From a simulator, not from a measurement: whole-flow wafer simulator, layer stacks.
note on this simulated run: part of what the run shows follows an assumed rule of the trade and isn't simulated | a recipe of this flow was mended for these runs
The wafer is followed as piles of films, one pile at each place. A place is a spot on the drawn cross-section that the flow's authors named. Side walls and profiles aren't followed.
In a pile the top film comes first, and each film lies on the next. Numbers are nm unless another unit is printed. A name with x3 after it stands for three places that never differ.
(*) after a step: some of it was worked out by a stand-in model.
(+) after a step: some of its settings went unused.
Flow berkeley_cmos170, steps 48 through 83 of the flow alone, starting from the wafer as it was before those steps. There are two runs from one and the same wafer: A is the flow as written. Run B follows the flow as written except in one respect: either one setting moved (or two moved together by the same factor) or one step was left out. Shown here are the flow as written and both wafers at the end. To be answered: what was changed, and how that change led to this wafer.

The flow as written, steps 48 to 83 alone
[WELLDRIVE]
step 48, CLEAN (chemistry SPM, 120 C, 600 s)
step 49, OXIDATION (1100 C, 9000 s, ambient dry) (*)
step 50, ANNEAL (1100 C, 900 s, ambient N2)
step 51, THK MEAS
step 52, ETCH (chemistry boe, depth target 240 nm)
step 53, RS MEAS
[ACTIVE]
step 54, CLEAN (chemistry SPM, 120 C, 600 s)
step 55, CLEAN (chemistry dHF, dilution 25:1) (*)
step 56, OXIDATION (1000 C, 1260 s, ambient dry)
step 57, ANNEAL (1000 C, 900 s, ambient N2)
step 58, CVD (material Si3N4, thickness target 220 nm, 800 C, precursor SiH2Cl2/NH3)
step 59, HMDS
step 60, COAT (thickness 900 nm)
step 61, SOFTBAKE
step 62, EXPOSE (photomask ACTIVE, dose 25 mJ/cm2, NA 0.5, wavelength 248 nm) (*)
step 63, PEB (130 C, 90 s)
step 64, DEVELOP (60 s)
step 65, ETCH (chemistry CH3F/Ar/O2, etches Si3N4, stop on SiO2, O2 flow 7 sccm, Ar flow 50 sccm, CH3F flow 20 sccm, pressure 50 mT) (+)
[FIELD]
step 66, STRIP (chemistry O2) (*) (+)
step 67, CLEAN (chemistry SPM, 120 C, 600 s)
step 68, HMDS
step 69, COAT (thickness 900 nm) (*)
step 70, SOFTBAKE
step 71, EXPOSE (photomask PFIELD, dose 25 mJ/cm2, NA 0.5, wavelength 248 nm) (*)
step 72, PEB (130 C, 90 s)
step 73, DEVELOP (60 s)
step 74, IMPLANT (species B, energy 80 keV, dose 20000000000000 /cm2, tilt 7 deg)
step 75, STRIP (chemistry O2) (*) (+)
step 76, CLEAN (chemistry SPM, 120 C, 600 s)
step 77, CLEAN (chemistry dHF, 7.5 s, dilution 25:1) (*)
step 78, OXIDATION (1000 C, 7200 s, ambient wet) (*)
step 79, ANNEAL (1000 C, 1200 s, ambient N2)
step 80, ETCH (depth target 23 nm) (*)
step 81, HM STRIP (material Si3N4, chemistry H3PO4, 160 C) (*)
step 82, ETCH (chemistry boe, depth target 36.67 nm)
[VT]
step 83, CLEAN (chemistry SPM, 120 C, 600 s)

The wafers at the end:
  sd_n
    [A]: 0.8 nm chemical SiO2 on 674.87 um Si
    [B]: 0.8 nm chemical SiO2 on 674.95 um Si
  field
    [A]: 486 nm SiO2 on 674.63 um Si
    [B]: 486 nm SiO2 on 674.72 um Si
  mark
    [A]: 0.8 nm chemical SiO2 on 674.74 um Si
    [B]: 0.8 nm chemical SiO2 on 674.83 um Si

Cause: step 49, OXIDATION: 1100 C, 9000 s, ambient dry (*), was not run.

Step by step, how the change led to this:
  step 52, ETCH (chemistry boe, depth target 240 nm)
      field, mark, sd_n and 10 more: A -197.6 SiO2 (all of it) | B -0.8 chemical SiO2 (all of it)
